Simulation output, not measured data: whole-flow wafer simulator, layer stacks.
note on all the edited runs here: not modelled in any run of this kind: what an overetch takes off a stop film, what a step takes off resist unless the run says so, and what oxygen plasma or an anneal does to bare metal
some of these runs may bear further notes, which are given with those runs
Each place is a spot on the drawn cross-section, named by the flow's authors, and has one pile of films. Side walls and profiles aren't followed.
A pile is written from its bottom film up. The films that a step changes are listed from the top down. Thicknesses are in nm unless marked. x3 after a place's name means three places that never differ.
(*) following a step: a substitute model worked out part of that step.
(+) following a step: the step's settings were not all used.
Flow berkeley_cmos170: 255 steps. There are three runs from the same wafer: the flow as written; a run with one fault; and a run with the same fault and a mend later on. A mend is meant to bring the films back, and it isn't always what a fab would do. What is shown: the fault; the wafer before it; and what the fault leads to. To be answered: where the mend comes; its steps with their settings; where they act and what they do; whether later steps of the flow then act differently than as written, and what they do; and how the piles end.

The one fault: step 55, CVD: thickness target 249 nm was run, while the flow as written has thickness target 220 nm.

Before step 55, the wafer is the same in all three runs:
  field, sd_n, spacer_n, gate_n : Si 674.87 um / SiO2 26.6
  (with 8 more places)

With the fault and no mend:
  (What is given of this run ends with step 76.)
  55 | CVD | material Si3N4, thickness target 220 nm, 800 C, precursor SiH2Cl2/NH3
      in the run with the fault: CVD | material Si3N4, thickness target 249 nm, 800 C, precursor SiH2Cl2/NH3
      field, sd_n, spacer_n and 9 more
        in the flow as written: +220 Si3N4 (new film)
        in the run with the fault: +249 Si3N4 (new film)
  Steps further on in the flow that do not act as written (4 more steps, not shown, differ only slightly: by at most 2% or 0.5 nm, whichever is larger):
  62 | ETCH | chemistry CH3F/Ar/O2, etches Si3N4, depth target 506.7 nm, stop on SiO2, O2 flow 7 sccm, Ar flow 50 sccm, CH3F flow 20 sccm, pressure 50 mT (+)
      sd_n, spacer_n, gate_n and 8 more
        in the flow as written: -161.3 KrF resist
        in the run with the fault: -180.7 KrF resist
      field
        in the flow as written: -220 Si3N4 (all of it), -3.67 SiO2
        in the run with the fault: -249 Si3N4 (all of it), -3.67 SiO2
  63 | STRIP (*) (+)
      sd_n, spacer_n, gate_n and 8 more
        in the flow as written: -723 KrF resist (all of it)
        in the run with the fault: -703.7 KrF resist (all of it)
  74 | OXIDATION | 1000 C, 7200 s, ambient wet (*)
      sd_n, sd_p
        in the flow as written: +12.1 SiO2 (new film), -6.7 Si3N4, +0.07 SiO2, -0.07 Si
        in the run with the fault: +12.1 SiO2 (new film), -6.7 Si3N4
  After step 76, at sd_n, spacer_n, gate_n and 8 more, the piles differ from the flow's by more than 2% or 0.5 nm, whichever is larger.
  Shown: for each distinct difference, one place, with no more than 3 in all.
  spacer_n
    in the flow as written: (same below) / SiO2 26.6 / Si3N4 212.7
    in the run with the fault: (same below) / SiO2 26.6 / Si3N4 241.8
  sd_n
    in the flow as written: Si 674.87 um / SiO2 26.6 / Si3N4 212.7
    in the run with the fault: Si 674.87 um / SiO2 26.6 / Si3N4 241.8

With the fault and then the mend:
  After step 55 comes the mend.
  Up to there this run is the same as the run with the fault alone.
  55a | ETCH | chemistry h3po4, depth target 286.3 nm
      field, sd_n, spacer_n and 9 more
        -249 Si3N4 (all of it)
  55b | CLEAN | chemistry SPM
      does not change any film at any place that is followed
  55c | CVD | material Si3N4, thickness target 220 nm, 800 C, precursor SiH2Cl2/NH3 (the flow's step 55, run once more)
      field, sd_n, spacer_n and 9 more
        +220 Si3N4 (new film)
  None of the later steps of the flow acts differently than as written at any place that is followed.
  By the end, the piles equal the flow's at every place that both follow.
